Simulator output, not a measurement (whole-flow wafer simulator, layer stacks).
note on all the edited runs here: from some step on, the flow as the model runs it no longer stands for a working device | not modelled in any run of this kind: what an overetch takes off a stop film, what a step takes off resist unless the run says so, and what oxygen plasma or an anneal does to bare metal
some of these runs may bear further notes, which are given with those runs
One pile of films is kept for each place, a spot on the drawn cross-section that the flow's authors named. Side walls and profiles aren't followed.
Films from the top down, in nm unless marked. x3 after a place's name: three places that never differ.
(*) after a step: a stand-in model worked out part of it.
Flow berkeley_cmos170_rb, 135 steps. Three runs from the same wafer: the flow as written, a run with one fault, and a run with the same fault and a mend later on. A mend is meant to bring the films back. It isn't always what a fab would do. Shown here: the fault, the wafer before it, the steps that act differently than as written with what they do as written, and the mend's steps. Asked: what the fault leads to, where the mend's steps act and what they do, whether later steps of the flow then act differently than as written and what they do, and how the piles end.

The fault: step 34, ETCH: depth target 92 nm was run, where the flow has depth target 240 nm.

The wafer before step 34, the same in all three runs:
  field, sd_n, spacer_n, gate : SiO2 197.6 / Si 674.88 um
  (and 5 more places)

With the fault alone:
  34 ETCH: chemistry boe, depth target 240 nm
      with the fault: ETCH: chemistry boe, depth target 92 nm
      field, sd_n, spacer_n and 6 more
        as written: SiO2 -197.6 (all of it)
        with the fault: SiO2 -92
  Later steps of the flow that act differently than as written (17 more steps differ only slightly, by at most 2% or 0.5 nm, whichever is larger, and aren't shown):
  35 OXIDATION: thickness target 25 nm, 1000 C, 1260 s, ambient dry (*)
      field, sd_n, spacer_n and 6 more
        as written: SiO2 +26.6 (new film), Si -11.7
        with the fault: SiO2 +11.5, Si -5.07
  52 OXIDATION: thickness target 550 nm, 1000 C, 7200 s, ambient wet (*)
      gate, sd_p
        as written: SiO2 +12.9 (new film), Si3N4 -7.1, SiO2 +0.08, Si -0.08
        with the fault: SiO2 +12.9 (new film), Si3N4 -7.1
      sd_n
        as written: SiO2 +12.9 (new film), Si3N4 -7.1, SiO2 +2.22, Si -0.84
        with the fault: SiO2 +12.9 (new film), Si3N4 -7.1
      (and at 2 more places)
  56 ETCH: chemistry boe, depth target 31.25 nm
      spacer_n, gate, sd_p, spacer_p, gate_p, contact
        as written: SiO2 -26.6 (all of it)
        with the fault: SiO2 -31.2
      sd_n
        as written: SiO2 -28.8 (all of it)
        with the fault: SiO2 -31.2
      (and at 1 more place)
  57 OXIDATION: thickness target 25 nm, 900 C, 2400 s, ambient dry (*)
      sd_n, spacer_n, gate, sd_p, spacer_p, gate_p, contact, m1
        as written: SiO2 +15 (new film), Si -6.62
        with the fault: SiO2 +7.04, Si -3.1
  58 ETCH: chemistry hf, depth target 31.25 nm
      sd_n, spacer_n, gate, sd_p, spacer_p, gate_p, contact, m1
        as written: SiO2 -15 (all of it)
        with the fault: SiO2 -31.3
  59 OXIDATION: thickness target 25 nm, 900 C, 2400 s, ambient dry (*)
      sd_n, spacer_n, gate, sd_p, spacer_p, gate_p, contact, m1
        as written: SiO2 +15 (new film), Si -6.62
        with the fault: SiO2 +6.86, Si -3.02
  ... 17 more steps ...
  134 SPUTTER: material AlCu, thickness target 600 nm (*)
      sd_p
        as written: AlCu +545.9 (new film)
        with the fault: AlCu +525.6 (new film)
  At the end the piles differ from the flow's by more than 2% or 0.5 nm, whichever is larger, at field, sd_n, spacer_n and 6 more.
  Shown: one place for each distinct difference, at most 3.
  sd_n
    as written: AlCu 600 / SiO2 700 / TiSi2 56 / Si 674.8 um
    with the fault: AlCu 600 / SiO2 712.1 / Si 674.87 um
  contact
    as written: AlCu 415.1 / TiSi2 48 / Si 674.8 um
    with the fault: AlCu 410.3 / Si 674.85 um
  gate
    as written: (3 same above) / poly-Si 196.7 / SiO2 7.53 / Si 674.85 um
    with the fault: (3 same above) / poly-Si 196.7 / SiO2 40.5 / Si 674.87 um

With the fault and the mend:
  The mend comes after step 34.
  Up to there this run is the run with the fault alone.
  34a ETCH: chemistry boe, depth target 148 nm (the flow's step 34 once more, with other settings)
      field, sd_n, spacer_n and 6 more
        SiO2 -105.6 (all of it)
  No later step of the flow acts differently than as written at any place that is followed.
  At the end the piles are the same as the flow's at every place that both follow.
